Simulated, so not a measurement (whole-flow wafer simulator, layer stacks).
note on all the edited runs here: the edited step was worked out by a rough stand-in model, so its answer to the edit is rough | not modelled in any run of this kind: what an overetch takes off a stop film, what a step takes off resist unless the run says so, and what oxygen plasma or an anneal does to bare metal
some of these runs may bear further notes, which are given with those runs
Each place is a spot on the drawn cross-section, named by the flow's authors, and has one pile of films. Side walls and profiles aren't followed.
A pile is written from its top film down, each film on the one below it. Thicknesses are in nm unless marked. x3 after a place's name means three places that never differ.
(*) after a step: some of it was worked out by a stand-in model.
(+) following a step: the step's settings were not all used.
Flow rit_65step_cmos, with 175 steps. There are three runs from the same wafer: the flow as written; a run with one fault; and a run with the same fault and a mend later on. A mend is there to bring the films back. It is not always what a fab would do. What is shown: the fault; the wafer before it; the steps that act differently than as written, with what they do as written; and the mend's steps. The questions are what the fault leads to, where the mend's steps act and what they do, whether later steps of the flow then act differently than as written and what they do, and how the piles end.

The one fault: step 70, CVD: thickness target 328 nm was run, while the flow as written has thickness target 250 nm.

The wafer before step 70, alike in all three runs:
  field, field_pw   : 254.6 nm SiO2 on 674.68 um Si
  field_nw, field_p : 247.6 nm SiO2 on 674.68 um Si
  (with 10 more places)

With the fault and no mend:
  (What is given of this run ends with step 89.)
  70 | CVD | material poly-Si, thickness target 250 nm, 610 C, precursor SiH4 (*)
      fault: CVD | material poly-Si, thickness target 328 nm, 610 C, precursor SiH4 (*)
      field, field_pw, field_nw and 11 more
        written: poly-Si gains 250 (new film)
        fault: poly-Si gains 328 (new film)
  Steps further on in the flow that do not act as written (3 more steps, not shown, differ only slightly: by at most 2% or 0.5 nm, whichever is larger):
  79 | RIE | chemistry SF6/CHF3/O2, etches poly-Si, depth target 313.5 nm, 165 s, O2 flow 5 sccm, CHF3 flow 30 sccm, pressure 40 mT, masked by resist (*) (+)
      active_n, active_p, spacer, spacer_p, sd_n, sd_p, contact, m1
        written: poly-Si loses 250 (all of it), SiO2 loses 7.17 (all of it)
        fault: poly-Si loses 313.5
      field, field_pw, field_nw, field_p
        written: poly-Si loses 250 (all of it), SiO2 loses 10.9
        fault: poly-Si loses 313.5
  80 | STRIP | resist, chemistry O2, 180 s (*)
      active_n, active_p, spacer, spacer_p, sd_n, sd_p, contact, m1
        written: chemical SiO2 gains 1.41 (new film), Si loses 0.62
        fault: chemical SiO2 gains 1.41 (new film), poly-Si loses 0.62
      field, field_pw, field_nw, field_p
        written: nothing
        fault: chemical SiO2 gains 1.41 (new film), poly-Si loses 0.62
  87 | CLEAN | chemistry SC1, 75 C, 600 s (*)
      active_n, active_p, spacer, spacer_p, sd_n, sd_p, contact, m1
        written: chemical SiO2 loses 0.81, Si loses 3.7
        fault: chemical SiO2 loses 0.81, poly-Si loses 3.7
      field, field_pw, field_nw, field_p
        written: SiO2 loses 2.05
        fault: chemical SiO2 loses 0.81, poly-Si loses 3.7
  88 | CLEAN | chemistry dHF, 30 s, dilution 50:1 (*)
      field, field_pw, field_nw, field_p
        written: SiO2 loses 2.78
        fault: chemical SiO2 loses 0.6 (all of it)
  Once step 89 is done, the piles at field, field_pw, field_nw and 11 more depart from the flow's by more than 2% or 0.5 nm, whichever is larger.
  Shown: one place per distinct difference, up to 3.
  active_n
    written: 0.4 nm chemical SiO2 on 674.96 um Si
    fault: 0.4 nm chemical SiO2 on 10 nm poly-Si on 7.17 nm SiO2 on 674.97 um Si
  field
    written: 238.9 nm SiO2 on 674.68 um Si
    fault: 0.4 nm chemical SiO2 on 10 nm poly-Si on 254.6 nm SiO2 on 674.68 um Si
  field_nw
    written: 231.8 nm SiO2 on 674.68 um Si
    fault: 0.4 nm chemical SiO2 on 10 nm poly-Si on 247.6 nm SiO2 on 674.68 um Si

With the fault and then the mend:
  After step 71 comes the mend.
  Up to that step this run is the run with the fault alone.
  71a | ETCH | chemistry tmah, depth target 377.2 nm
      field, field_pw, field_nw and 11 more
        poly-Si loses 328 (all of it)
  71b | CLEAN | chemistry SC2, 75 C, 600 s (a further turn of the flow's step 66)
      alters no film at any place that is followed
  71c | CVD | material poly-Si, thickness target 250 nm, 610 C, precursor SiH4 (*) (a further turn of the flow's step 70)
      field, field_pw, field_nw and 11 more
        poly-Si gains 250 (new film)
  None of the later steps of the flow acts differently than as written at any place that is followed.
  At every place that both follow, the piles at the end match the flow's.
